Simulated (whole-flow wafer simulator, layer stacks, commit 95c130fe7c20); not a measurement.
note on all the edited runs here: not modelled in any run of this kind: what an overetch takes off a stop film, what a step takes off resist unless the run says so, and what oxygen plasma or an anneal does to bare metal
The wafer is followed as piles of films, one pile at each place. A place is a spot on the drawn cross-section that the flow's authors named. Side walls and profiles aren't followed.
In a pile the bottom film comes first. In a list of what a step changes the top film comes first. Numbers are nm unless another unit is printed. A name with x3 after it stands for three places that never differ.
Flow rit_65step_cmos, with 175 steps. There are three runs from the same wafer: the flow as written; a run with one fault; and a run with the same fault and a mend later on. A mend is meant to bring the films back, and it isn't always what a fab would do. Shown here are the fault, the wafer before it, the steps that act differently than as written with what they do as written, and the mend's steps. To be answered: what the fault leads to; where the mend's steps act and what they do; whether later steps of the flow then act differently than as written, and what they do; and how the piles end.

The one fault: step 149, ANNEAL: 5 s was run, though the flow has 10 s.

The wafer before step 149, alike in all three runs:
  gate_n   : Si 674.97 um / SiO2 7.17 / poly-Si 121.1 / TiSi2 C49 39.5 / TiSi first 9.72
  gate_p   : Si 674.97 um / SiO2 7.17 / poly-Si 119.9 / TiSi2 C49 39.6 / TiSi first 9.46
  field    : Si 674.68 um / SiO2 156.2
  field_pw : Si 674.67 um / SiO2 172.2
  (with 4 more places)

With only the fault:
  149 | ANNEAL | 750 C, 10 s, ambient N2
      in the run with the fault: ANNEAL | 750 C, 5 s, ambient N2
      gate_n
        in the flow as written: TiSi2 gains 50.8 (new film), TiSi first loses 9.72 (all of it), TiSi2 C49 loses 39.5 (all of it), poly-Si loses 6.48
        in the run with the fault: TiSi2 gains 52.1 (new film), TiSi first loses 9.72 (all of it), TiSi2 C49 loses 39.5 (all of it), poly-Si loses 6.48
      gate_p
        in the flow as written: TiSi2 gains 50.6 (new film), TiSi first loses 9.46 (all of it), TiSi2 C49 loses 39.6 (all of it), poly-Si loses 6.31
        in the run with the fault: TiSi2 gains 51.9 (new film), TiSi first loses 9.46 (all of it), TiSi2 C49 loses 39.6 (all of it), poly-Si loses 6.31
  Later steps of the flow that are run all act as written at every place that is followed, up to a difference of at most 2% or 0.5 nm, whichever is larger.
  At gate_n, gate_p, the piles at the end differ from the flow's by more than 2% or 0.5 nm, whichever is larger.
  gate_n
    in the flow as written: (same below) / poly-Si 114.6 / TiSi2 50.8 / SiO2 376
    in the run with the fault: (same below) / poly-Si 114.6 / TiSi2 52.1 / SiO2 374.7
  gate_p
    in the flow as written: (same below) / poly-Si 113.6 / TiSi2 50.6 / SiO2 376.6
    in the run with the fault: (same below) / poly-Si 113.6 / TiSi2 51.9 / SiO2 375.3

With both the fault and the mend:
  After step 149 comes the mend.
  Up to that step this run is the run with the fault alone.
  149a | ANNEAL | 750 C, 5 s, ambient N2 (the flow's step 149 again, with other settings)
      gate_n
        TiSi2 loses 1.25
      gate_p
        TiSi2 loses 1.32
  Later steps of the flow that are run all act as written at every place that is followed.
  The piles end the same as the flow's at every place that both follow.
